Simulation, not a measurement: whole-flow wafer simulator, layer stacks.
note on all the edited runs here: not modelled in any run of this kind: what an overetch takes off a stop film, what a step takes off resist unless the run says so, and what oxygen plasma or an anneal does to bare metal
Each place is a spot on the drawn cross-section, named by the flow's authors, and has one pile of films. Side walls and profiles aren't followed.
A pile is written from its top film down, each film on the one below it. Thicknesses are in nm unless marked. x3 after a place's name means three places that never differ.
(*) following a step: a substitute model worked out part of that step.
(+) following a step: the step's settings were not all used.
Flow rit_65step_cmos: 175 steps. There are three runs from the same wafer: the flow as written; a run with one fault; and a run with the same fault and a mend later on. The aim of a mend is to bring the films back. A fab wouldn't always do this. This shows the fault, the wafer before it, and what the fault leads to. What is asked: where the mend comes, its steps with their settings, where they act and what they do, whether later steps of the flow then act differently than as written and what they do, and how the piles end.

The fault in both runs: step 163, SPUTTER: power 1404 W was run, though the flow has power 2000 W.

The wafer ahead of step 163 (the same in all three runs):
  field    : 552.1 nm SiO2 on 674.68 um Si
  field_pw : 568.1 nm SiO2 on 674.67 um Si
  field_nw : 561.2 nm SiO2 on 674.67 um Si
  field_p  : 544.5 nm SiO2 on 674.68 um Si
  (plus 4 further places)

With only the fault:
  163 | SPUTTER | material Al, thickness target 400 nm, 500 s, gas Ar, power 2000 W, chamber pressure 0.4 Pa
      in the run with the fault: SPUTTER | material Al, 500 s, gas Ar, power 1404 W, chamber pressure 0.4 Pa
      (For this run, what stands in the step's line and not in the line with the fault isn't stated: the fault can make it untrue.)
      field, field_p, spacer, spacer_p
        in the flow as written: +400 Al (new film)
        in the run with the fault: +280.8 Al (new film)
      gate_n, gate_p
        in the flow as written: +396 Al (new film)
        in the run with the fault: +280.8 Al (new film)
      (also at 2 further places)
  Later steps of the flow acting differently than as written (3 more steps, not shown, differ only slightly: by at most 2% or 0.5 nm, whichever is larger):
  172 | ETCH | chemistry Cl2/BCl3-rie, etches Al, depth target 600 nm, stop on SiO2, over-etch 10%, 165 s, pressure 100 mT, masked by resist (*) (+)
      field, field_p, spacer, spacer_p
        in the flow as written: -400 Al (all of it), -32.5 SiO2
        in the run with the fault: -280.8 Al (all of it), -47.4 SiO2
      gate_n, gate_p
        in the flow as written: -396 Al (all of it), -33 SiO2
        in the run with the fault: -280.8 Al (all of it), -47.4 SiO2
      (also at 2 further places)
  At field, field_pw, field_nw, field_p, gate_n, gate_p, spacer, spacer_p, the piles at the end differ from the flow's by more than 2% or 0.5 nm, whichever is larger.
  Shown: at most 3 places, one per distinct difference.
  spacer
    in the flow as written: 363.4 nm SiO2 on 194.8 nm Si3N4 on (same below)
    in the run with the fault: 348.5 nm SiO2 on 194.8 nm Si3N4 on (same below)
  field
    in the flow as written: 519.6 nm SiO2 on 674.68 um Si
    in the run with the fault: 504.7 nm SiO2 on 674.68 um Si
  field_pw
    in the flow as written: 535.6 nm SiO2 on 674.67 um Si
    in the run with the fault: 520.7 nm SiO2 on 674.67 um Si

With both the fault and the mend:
  The mend follows step 164.
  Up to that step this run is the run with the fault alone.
  164a | ETCH | chemistry al pan, depth target 323.8 nm
      field, field_p, gate_n, gate_p, spacer, spacer_p
        -280.8 Al (all of it)
      field_pw, field_nw
        -280.6 Al (all of it)
  164b | SPUTTER | material Al, thickness target 400 nm, 500 s, gas Ar, power 2000 W, chamber pressure 0.4 Pa (a further turn of the flow's step 163)
      field, field_pw, field_p, spacer, spacer_p
        +400 Al (new film)
      gate_n, gate_p
        +396 Al (new film)
      field_nw
        +397.2 Al (new film)
  Every later step of the flow that is run acts as written at every place that is followed.
  By the end, the piles equal the flow's at every place that both follow.
